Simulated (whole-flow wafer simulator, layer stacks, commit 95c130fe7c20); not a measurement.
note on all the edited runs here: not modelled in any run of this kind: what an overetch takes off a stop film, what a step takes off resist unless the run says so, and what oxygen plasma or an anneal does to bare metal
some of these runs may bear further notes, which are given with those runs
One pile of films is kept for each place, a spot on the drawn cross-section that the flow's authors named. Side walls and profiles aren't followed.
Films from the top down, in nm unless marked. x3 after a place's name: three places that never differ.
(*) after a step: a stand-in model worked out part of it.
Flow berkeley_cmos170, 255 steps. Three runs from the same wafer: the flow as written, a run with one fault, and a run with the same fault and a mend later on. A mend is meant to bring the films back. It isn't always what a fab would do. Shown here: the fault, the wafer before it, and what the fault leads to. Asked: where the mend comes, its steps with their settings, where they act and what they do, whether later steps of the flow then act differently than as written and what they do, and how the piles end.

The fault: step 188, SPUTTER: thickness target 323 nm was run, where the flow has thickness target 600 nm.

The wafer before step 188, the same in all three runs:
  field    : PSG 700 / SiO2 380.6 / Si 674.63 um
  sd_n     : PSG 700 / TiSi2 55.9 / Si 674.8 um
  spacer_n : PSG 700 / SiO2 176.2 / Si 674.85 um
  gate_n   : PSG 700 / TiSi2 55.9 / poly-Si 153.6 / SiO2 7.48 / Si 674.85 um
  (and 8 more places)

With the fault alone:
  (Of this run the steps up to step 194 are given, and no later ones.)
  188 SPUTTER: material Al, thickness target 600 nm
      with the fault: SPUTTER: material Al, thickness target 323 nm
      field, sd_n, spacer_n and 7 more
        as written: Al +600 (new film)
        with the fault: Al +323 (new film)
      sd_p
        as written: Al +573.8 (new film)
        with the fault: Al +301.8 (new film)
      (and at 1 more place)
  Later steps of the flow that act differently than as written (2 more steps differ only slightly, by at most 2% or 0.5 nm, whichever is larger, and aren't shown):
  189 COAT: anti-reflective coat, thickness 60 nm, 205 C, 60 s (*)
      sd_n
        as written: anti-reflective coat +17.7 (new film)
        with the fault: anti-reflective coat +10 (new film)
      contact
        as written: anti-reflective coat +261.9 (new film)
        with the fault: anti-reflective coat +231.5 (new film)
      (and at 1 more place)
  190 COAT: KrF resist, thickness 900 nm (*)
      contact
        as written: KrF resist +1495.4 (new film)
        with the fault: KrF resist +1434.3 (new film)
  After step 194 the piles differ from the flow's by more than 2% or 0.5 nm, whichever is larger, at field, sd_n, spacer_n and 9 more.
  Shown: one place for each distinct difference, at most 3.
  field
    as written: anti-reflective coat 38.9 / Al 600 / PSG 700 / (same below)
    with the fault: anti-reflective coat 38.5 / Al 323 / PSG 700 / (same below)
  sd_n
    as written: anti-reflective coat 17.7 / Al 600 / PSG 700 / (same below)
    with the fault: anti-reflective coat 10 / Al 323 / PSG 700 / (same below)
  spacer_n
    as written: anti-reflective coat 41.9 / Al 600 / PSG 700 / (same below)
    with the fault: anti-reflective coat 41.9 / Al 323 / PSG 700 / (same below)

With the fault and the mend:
  The mend comes after step 188.
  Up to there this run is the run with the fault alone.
  188a ETCH: chemistry al pan, depth target 371.1 nm
      field, sd_n, spacer_n and 7 more
        Al -323 (all of it)
      sd_p
        Al -301.8 (all of it)
      contact
        Al -228.2 (all of it)
  188b SPUTTER: material Al, thickness target 600 nm (the flow's step 188 once more)
      field, sd_n, spacer_n and 7 more
        Al +600 (new film)
      sd_p
        Al +573.8 (new film)
      contact
        Al +415.7 (new film)
  No later step of the flow acts differently than as written at any place that is followed.
  At the end the piles are the same as the flow's at every place that both follow.
